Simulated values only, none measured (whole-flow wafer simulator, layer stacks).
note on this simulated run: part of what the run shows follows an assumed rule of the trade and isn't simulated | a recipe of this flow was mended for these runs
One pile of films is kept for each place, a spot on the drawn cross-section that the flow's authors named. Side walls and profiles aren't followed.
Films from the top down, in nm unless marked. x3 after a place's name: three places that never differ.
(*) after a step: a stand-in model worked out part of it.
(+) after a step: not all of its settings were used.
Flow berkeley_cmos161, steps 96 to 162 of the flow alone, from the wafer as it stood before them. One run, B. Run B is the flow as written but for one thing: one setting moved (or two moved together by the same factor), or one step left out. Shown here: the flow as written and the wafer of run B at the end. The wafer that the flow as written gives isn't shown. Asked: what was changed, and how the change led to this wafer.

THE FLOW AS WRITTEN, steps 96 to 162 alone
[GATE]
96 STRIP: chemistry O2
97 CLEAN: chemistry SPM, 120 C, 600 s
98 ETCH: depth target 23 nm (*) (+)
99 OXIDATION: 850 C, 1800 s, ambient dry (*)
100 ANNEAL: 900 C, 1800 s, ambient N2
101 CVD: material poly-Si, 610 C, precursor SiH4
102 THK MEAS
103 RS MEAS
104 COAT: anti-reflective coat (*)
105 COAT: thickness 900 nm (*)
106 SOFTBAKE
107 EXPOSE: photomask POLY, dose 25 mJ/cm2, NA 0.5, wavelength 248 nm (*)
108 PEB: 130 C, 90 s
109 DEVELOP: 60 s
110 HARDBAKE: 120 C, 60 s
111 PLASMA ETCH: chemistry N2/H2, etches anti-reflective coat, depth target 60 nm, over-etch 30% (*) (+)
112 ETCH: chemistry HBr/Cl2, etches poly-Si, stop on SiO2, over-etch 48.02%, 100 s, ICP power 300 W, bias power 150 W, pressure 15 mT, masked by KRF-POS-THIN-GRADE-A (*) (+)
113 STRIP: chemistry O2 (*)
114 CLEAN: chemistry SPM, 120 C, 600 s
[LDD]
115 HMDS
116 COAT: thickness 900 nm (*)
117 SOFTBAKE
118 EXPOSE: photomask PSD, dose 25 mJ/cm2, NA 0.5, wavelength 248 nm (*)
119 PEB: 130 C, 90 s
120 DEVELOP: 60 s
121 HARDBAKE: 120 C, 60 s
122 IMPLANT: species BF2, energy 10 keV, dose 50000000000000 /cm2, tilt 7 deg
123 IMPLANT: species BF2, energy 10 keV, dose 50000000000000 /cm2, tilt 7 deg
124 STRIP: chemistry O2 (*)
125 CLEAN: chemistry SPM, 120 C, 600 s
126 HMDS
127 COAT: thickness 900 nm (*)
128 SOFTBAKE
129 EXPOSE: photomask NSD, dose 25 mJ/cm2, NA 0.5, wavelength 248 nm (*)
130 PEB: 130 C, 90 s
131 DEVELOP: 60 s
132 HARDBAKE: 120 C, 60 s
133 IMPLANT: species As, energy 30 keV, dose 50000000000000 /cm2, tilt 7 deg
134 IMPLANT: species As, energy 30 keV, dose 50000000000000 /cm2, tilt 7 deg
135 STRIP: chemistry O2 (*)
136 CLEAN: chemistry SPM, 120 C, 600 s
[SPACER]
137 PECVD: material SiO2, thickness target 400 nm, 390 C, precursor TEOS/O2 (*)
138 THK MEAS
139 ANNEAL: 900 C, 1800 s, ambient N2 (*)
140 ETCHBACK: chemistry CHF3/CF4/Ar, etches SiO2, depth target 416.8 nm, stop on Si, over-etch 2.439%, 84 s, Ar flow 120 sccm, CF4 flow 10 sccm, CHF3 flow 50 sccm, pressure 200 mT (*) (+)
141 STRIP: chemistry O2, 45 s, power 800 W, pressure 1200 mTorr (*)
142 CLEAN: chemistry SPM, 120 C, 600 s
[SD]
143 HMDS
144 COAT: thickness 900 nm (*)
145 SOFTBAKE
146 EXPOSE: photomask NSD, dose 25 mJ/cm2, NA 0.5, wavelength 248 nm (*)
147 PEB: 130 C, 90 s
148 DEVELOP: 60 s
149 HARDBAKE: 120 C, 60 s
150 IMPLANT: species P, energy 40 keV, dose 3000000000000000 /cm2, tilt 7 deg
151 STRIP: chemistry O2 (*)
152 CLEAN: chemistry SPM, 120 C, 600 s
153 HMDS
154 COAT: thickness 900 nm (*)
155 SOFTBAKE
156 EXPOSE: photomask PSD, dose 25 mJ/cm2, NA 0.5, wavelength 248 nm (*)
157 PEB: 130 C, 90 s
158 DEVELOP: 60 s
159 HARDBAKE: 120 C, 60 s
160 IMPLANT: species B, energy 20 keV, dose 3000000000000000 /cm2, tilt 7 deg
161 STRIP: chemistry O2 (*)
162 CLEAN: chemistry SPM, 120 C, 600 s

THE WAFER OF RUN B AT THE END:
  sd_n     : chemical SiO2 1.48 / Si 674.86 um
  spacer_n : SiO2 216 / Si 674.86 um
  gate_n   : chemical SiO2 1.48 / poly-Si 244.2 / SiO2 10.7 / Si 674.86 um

The cause: step 99, OXIDATION: 885 C was run, where the flow has 850 C.

How the change led to this, step by step:
  99 OXIDATION: 850 C, 1800 s, ambient dry (*)
      sd_n, spacer_n, gate_n, sd_p, spacer_p, gate_p, contact, m1: SiO2 +10.7 (new film), Si -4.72 (as written it would be: SiO2 +7.48 (new film), Si -3.29)
